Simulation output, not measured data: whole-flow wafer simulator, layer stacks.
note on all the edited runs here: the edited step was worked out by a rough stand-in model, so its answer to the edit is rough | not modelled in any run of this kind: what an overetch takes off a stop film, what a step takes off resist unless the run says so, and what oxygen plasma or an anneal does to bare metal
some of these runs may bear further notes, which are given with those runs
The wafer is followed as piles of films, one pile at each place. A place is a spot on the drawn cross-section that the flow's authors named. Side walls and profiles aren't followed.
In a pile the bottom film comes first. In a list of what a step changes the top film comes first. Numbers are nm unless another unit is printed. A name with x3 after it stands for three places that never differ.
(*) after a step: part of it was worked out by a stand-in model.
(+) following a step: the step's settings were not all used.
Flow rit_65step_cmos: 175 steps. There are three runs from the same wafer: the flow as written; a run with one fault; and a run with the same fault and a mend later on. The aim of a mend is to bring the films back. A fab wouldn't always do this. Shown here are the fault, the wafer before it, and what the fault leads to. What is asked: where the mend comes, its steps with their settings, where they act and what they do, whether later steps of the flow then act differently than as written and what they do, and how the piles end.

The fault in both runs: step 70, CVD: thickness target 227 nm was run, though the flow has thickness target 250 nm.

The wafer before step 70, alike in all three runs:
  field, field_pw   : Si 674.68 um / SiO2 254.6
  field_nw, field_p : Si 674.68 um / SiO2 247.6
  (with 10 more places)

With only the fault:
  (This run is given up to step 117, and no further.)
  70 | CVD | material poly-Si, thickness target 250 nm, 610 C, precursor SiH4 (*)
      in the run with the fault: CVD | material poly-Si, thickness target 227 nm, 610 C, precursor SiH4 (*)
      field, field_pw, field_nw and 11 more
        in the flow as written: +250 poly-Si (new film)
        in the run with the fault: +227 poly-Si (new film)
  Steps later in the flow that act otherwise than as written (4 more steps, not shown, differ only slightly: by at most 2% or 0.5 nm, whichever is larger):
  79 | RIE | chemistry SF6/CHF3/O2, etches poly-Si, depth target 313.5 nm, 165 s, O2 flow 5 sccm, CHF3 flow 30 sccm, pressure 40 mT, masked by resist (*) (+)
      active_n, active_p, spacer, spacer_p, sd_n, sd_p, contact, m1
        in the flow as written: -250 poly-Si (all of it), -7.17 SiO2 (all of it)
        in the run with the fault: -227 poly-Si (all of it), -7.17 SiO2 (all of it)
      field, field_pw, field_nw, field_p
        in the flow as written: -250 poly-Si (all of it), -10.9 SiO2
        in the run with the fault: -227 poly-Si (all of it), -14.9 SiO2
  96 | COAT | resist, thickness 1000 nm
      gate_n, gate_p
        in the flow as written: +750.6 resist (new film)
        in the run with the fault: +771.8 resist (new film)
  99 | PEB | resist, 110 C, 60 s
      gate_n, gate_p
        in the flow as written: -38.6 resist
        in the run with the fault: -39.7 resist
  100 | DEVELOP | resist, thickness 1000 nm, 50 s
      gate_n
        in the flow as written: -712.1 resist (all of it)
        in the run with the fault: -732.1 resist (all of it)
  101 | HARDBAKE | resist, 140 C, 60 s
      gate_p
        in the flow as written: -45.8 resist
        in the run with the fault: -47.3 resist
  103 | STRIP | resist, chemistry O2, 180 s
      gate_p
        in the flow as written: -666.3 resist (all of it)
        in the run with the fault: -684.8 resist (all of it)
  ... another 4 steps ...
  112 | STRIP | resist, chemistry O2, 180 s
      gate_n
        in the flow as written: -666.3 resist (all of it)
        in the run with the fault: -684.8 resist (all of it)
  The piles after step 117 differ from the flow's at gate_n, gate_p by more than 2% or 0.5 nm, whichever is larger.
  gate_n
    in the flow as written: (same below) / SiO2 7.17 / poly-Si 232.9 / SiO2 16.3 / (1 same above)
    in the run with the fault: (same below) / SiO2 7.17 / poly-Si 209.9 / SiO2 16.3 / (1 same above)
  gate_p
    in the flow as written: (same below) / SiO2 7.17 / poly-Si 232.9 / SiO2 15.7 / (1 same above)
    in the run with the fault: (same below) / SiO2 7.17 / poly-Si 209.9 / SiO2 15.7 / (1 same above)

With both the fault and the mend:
  The mend stands after step 71.
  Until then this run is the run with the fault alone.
  71a | ETCH | chemistry tmah, depth target 261.1 nm
      field, field_pw, field_nw and 11 more
        -227 poly-Si (all of it)
  71b | CLEAN | chemistry SC2, 75 C, 600 s (a further turn of the flow's step 66)
      alters no film at any place that is followed
  71c | CVD | material poly-Si, thickness target 250 nm, 610 C, precursor SiH4 (*) (a further turn of the flow's step 70)
      field, field_pw, field_nw and 11 more
        +250 poly-Si (new film)
  Later steps of the flow that are run all act as written at every place that is followed.
  By the end, the piles equal the flow's at every place that both follow.
